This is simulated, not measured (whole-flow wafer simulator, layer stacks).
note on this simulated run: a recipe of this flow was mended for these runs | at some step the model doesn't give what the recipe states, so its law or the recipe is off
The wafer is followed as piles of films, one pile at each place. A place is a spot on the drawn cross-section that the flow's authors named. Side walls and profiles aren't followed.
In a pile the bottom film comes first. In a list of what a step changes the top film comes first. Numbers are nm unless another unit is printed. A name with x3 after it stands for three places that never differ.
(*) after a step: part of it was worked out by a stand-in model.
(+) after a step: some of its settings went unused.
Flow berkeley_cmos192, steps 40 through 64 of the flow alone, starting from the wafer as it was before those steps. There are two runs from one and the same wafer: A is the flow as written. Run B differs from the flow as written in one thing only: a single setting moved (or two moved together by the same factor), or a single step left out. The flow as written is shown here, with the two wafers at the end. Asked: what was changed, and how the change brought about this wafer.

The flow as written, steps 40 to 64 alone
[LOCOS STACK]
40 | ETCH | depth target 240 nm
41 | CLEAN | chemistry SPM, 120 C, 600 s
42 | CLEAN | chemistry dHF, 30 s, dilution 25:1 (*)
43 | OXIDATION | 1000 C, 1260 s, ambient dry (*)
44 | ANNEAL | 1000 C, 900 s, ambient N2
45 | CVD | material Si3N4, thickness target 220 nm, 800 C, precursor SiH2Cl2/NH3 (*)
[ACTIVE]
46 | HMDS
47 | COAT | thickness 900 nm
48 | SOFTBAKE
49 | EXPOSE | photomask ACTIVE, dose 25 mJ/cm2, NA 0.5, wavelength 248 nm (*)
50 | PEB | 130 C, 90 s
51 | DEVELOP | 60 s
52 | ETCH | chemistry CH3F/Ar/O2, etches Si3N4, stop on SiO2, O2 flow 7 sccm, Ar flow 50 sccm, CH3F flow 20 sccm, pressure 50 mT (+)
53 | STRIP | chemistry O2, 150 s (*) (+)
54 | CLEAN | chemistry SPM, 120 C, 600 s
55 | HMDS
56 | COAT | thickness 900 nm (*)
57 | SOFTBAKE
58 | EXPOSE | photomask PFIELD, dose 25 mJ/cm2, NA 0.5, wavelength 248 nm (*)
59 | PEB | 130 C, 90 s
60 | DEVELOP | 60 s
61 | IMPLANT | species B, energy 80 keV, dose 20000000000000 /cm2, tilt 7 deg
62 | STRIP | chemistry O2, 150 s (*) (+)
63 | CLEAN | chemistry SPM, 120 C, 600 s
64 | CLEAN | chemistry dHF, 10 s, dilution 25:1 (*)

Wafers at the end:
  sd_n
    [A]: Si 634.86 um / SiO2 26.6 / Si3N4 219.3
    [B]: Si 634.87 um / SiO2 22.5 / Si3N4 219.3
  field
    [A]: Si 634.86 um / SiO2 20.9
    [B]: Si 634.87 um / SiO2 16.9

What caused this: step 43, OXIDATION: 984 C was run, whereas the flow has 1000 C.

How this came from the change, step by step:
  43 | OXIDATION | 1000 C, 1260 s, ambient dry (*)
      field, sd_n, spacer_n and 6 more: A +26.6 SiO2 (new film), -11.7 Si | B +22.5 SiO2 (new film), -9.92 Si
